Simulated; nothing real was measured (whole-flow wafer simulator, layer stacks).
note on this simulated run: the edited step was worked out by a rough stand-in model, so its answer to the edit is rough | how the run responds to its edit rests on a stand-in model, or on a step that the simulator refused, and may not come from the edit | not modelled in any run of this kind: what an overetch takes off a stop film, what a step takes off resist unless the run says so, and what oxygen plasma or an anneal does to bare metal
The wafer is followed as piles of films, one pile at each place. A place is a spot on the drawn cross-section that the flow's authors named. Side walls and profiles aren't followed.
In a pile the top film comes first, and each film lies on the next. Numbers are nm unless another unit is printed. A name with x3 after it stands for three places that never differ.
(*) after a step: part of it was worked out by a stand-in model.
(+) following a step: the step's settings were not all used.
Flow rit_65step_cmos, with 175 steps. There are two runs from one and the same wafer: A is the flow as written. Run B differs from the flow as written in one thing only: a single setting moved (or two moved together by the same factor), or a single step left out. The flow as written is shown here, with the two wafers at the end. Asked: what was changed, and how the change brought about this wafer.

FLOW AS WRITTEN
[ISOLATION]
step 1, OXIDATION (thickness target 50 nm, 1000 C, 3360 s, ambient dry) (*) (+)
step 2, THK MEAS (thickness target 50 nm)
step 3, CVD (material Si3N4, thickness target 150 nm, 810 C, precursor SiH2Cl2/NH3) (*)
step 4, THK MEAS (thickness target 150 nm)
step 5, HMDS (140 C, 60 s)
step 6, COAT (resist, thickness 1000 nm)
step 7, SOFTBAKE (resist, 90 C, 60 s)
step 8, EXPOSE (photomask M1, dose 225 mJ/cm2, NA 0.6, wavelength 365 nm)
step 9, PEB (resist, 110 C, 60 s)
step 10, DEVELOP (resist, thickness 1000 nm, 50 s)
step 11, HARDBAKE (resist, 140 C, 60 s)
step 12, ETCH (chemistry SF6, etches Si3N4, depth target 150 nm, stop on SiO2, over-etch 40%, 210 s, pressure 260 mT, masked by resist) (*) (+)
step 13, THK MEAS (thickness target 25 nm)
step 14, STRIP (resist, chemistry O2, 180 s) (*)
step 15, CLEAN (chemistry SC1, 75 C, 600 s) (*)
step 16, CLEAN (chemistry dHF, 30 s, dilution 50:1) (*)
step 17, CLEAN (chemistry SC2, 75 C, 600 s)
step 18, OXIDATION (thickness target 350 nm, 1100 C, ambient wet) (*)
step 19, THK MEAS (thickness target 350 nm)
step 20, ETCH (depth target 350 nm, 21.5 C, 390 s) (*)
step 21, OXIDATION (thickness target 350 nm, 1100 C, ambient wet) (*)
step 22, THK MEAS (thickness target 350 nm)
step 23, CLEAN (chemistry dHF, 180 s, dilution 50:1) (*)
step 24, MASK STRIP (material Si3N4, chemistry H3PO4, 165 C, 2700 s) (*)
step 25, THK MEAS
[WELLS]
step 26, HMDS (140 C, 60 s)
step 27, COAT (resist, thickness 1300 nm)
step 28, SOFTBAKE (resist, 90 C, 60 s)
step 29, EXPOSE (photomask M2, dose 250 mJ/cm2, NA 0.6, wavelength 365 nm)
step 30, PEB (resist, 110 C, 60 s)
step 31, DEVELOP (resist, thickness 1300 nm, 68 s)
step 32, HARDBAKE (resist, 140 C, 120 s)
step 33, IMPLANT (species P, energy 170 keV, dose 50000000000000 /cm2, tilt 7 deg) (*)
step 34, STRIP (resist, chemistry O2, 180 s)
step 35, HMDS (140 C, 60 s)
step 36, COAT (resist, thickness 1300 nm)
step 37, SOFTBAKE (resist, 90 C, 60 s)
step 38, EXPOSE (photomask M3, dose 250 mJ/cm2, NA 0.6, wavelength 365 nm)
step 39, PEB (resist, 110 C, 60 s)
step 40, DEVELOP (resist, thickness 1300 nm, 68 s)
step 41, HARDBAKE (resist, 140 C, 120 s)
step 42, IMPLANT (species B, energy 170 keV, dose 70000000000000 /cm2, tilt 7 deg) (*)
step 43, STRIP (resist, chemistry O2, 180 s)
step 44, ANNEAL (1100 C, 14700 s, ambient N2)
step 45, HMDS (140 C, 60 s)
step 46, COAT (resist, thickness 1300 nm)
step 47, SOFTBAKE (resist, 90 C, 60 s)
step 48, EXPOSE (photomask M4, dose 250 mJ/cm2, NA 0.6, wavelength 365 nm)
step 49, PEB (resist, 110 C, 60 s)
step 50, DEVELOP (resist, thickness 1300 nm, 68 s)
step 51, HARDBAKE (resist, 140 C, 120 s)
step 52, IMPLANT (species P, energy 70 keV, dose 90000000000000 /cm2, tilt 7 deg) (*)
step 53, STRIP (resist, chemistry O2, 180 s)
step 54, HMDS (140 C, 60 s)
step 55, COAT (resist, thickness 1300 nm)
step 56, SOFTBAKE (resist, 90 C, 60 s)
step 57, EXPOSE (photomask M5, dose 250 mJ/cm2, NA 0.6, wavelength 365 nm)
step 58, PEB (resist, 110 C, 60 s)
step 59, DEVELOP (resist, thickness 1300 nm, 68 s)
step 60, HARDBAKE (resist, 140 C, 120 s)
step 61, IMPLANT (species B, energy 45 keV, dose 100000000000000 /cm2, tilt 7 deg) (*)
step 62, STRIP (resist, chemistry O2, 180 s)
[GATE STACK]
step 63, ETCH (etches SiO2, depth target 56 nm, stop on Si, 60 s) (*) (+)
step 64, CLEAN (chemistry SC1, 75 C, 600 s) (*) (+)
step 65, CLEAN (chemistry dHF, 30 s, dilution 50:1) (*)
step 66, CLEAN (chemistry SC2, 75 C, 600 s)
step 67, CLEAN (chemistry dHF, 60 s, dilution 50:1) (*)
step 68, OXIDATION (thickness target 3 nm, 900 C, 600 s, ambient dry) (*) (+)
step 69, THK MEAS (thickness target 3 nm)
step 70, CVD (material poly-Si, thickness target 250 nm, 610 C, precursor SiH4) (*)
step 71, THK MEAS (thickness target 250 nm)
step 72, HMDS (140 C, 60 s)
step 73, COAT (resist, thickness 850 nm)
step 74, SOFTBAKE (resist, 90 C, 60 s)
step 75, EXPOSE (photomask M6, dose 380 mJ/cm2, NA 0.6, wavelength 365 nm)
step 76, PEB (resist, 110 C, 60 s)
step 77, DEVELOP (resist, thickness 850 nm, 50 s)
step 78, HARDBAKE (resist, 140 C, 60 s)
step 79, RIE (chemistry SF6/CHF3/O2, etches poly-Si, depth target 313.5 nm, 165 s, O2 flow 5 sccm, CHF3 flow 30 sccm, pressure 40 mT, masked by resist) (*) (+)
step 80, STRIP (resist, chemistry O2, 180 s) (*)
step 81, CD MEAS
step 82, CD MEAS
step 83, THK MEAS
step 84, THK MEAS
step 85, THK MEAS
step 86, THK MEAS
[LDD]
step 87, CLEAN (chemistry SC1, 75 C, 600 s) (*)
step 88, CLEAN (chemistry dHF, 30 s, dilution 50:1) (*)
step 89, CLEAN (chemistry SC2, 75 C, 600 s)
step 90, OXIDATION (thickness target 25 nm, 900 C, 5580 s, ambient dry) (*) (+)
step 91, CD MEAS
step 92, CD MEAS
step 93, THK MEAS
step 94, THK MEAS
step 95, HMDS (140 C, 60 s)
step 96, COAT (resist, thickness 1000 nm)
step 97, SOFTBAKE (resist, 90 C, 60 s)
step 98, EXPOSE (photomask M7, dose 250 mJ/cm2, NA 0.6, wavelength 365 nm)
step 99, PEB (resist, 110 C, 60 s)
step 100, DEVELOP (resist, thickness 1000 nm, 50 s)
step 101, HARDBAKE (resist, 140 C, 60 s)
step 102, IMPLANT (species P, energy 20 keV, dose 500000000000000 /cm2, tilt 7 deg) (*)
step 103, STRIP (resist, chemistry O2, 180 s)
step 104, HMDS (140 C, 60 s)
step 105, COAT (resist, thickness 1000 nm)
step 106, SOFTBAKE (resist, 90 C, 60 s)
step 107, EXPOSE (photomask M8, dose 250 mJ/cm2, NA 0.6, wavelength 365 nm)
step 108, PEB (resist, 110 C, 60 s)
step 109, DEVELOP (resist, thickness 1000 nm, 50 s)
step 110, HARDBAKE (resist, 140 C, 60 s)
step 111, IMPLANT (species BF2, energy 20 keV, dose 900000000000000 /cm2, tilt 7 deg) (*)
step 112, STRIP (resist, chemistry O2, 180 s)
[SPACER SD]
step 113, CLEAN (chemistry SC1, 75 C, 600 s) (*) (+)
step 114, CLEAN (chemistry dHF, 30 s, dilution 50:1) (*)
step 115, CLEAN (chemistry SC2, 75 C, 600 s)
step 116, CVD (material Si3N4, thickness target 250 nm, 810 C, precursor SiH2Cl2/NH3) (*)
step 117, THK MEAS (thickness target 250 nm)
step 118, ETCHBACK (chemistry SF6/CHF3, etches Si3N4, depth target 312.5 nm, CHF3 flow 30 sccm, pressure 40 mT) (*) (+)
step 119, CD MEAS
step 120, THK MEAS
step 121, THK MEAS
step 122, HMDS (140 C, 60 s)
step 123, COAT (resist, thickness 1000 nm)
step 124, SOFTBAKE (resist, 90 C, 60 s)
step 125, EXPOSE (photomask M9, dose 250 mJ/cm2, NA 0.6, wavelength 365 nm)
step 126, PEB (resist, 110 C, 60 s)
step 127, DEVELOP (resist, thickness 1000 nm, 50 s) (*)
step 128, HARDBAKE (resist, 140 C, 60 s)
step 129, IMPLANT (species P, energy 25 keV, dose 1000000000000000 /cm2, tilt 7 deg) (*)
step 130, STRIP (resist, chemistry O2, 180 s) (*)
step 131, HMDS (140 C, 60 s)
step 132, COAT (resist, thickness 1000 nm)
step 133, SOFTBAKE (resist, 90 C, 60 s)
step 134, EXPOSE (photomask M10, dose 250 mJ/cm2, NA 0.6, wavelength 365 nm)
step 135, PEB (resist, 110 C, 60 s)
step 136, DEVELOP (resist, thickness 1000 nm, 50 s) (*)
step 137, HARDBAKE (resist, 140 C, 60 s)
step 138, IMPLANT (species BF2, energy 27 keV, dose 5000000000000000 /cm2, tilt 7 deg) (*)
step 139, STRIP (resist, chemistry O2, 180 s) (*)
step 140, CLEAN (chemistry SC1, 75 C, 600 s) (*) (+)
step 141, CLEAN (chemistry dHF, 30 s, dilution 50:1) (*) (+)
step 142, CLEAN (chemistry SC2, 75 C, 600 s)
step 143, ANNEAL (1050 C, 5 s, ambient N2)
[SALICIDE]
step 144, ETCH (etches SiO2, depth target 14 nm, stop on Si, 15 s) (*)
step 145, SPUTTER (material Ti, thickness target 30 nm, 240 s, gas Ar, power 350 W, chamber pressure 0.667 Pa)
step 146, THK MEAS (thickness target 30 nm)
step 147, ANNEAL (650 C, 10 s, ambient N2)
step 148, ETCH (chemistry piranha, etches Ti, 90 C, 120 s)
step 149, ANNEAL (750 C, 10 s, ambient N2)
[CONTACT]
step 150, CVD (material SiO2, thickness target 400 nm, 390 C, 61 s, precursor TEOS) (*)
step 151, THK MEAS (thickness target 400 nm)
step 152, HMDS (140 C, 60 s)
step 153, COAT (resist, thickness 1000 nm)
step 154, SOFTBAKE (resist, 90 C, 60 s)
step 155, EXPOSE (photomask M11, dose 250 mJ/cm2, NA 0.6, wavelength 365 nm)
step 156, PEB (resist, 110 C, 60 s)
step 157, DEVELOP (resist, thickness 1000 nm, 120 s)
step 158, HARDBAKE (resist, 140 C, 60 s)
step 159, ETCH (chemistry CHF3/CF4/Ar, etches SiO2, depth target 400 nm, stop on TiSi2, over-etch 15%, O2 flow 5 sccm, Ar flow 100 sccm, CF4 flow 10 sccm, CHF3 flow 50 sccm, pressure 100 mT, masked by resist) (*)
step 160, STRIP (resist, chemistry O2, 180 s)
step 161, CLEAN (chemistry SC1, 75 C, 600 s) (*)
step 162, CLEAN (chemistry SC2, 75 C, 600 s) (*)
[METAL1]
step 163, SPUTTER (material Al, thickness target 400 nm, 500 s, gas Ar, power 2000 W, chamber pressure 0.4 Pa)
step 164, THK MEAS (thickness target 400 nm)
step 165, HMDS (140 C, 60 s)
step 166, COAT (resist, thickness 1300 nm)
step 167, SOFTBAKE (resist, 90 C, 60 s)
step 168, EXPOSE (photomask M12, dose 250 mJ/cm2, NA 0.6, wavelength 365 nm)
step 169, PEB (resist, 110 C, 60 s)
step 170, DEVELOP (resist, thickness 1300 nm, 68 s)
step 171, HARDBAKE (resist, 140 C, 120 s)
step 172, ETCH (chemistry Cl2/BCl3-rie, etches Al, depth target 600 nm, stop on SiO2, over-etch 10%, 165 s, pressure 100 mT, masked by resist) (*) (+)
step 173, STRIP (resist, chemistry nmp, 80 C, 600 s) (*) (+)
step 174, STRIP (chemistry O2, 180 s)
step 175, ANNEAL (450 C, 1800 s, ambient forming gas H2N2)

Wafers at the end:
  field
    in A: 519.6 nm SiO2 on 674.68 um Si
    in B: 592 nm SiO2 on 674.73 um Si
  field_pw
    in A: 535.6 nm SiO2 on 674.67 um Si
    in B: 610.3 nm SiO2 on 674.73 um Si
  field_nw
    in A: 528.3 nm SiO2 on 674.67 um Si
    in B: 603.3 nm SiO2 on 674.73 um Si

Cause: step 20, ETCH: 166 s was run, though the flow has 390 s.

Step by step, how the change led to this:
  step 20, ETCH (depth target 350 nm, 21.5 C, 390 s) (*)
      field, field_p: A -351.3 SiO2 (all of it), -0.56 Si | B -162.1 SiO2
      field_pw, field_nw: A -355.4 SiO2 (all of it), -0.49 Si | B -162.1 SiO2
      (as well as at 10 more places)
  step 21, OXIDATION (thickness target 350 nm, 1100 C, ambient wet) (*)
      field, field_p: A +350 SiO2 (new film), -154 Si | B +234.4 SiO2, -103.1 Si
      field_pw, field_nw: A +350 SiO2 (new film), -154 Si | B +232.5 SiO2, -102.3 Si
  step 24, MASK STRIP (material Si3N4, chemistry H3PO4, 165 C, 2700 s) (*)
      active_n, active_p, gate_n and 7 more: A -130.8 Si3N4 (all of it), -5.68 SiO2 | B -133.6 Si3N4 (all of it), -5.57 SiO2
  step 27, COAT (resist, thickness 1300 nm)
      field_pw, field_nw: A +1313 resist (new film) | B +1243.3 resist (new film)
      field: A +1315.7 resist (new film) | B +1224.1 resist (new film)
      (as well as at 1 more place)
  step 30, PEB (resist, 110 C, 60 s)
      field, field_p: A -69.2 resist | B -64.2 resist
      field_pw, field_nw: A -69.1 resist | B -65.4 resist
  step 31, DEVELOP (resist, thickness 1300 nm, 68 s)
      field_nw: A -1243.9 resist (all of it) | B -1177.9 resist (all of it)
      field_p: A -1246.4 resist (all of it) | B -1160.1 resist (all of it)
  step 32, HARDBAKE (resist, 140 C, 120 s)
      field: A -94 resist | B -86.6 resist
      field_pw: A -93.8 resist | B -88.8 resist
  step 34, STRIP (resist, chemistry O2, 180 s)
      field: A -1152.5 resist (all of it) | B -1073.3 resist (all of it)
      field_pw: A -1150.2 resist (all of it) | B -1089.1 resist (all of it)
  step 36, COAT (resist, thickness 1300 nm)
      field_pw, field_nw: A +1313 resist (new film) | B +1243.3 resist (new film)
      field: A +1315.7 resist (new film) | B +1224.1 resist (new film)
      (as well as at 1 more place)
  step 39, PEB (resist, 110 C, 60 s)
      field, field_p: A -69.2 resist | B -64.2 resist
      field_pw, field_nw: A -69.1 resist | B -65.4 resist
  step 40, DEVELOP (resist, thickness 1300 nm, 68 s)
      field: A -1246.5 resist (all of it) | B -1159.9 resist (all of it)
      field_pw: A -1243.9 resist (all of it) | B -1177.9 resist (all of it)
  step 41, HARDBAKE (resist, 140 C, 120 s)
      field_nw: A -93.8 resist | B -88.8 resist
      field_p: A -94 resist | B -86.6 resist
  step 43, STRIP (resist, chemistry O2, 180 s)
      field_nw: A -1150.2 resist (all of it) | B -1089.1 resist (all of it)
      field_p: A -1152.5 resist (all of it) | B -1073.5 resist (all of it)
  step 46, COAT (resist, thickness 1300 nm)
      field_pw, field_nw: A +1313 resist (new film) | B +1243.3 resist (new film)
      field: A +1315.7 resist (new film) | B +1224.1 resist (new film)
      (as well as at 1 more place)
  step 49, PEB (resist, 110 C, 60 s)
      field, field_p: A -69.2 resist | B -64.2 resist
      field_pw, field_nw: A -69.1 resist | B -65.4 resist
  step 50, DEVELOP (resist, thickness 1300 nm, 68 s)
      field_nw: A -1243.9 resist (all of it) | B -1177.9 resist (all of it)
      field_p: A -1246.4 resist (all of it) | B -1160.1 resist (all of it)
  ... 37 further steps ...
  step 170, DEVELOP (resist, thickness 1300 nm, 68 s)
      field: A -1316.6 resist (all of it) | B -1224.9 resist (all of it)
      field_pw: A -1285.5 resist (all of it) | B -1217.8 resist (all of it)
      (as well as at 2 more places)
